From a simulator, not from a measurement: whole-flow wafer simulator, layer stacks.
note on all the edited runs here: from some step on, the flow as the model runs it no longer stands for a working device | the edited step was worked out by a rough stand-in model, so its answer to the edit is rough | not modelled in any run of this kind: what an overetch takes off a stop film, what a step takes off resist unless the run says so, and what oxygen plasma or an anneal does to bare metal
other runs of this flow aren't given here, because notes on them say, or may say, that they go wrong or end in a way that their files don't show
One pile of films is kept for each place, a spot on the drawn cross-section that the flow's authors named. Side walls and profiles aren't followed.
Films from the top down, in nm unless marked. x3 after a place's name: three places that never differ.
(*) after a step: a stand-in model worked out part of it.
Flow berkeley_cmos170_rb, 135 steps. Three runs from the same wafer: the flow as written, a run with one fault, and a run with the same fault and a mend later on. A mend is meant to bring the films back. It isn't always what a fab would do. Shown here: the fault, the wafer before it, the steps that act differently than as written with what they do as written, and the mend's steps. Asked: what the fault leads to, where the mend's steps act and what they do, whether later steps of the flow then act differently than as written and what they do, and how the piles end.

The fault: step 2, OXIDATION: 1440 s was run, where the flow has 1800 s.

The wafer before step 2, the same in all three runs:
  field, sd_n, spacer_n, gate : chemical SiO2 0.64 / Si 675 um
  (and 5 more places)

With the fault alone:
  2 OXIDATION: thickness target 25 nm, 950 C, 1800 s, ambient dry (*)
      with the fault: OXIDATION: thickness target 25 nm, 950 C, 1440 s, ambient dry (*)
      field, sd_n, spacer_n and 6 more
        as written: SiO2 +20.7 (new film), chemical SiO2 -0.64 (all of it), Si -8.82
        with the fault: SiO2 +18.1 (new film), chemical SiO2 -0.64 (all of it), Si -7.68
  Later steps of the flow that act differently than as written:
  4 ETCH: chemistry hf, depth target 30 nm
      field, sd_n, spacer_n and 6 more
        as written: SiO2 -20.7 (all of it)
        with the fault: SiO2 -18.1 (all of it)
  At the end the piles differ from the flow's only slightly at the places that both follow, by at most 2% or 0.5 nm, whichever is larger.

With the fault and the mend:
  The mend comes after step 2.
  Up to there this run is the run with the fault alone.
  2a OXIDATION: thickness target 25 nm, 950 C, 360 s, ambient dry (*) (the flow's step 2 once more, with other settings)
      field, sd_n, spacer_n and 6 more
        SiO2 +2.6, Si -1.15
  No later step of the flow acts differently than as written at any place that is followed.
  At the end the piles are the same as the flow's at every place that both follow.
